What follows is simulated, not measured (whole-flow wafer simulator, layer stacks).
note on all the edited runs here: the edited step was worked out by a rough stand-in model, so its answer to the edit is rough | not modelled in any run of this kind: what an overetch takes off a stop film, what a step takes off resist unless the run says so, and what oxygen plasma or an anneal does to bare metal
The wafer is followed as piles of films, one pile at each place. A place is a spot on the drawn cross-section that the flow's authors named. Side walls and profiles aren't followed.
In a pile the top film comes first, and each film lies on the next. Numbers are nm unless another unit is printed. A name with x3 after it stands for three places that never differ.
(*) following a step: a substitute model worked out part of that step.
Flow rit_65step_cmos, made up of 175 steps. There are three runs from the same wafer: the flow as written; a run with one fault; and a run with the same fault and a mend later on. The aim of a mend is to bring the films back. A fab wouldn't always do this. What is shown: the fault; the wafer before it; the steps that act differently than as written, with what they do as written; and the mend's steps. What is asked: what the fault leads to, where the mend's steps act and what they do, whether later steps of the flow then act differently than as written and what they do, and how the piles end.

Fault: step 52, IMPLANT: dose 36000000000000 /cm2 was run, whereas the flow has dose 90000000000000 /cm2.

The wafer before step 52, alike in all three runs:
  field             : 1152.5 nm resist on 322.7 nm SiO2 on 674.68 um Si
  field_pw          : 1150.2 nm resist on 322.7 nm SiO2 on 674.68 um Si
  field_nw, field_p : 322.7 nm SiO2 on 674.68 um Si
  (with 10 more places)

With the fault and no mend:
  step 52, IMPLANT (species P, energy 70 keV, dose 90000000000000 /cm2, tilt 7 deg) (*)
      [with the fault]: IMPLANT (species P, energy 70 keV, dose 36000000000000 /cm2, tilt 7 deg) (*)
      does the same as it does as written at each place that is followed
  Steps further on in the flow that do not act as written (not shown: 35 more steps that differ only slightly, by at most 2% or 0.5 nm, whichever is larger):
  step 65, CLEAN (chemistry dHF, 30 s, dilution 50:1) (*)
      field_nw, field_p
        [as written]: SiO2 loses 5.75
        [with the fault]: SiO2 loses 4.13
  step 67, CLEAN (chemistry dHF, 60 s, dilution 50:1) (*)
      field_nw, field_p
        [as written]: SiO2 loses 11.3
        [with the fault]: SiO2 loses 8.2
  When the end is reached, the piles differ only a little from the flow's at the places that both follow, at most by 2% or 0.5 nm, whichever is larger.

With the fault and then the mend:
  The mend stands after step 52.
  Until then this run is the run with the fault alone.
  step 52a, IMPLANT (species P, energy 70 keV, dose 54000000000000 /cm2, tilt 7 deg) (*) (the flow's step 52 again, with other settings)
      leaves every film unchanged at each place that is followed
  None of the later steps of the flow acts differently than as written at any place that is followed.
  By the end, the piles equal the flow's at every place that both follow.
